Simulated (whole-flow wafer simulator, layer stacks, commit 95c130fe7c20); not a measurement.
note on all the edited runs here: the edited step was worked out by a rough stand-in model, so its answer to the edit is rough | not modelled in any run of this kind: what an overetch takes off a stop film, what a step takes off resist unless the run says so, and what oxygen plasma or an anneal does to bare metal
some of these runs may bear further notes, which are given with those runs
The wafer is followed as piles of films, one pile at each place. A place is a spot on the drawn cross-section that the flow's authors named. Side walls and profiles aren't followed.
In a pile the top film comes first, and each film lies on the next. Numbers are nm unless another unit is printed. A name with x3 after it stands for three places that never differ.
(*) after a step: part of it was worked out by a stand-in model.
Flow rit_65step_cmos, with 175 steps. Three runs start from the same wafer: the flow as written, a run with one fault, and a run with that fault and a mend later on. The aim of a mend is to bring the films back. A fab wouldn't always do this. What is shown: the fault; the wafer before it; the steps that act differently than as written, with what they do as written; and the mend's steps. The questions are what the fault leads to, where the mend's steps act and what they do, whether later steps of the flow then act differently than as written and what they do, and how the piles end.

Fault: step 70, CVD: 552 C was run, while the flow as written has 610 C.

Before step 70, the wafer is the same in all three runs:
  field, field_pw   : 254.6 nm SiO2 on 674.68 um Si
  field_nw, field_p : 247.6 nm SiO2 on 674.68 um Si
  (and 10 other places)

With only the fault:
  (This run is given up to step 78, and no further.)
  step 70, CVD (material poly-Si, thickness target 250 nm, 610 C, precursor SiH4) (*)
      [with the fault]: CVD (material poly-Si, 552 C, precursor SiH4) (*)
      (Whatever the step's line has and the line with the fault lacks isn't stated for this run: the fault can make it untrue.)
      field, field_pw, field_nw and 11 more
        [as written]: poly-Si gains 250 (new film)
        [with the fault]: poly-Si gains 68.3 (new film)
  Later steps of the flow up to step 78 that are run all act as written at every place that is followed, up to a difference of at most 2% or 0.5 nm, whichever is larger.
  The piles after step 78 differ from the flow's at field, field_pw, field_nw and 11 more by more than 2% or 0.5 nm, whichever is larger.
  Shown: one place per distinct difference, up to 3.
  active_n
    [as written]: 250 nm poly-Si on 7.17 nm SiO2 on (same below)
    [with the fault]: 68.3 nm poly-Si on 7.17 nm SiO2 on (same below)
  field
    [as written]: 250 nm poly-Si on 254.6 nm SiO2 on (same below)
    [with the fault]: 68.3 nm poly-Si on 254.6 nm SiO2 on (same below)
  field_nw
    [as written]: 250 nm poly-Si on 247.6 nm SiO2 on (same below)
    [with the fault]: 68.3 nm poly-Si on 247.6 nm SiO2 on (same below)

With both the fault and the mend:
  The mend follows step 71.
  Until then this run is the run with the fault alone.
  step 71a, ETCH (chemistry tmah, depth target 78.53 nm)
      field, field_pw, field_nw and 11 more
        poly-Si loses 68.3 (all of it)
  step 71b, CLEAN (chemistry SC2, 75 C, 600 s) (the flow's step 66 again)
      leaves every film unchanged at each place that is followed
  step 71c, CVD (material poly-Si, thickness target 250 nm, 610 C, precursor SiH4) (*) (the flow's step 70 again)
      field, field_pw, field_nw and 11 more
        poly-Si gains 250 (new film)
  Later steps of the flow that are run all act as written at every place that is followed.
  At every place that both follow, the piles at the end match the flow's.
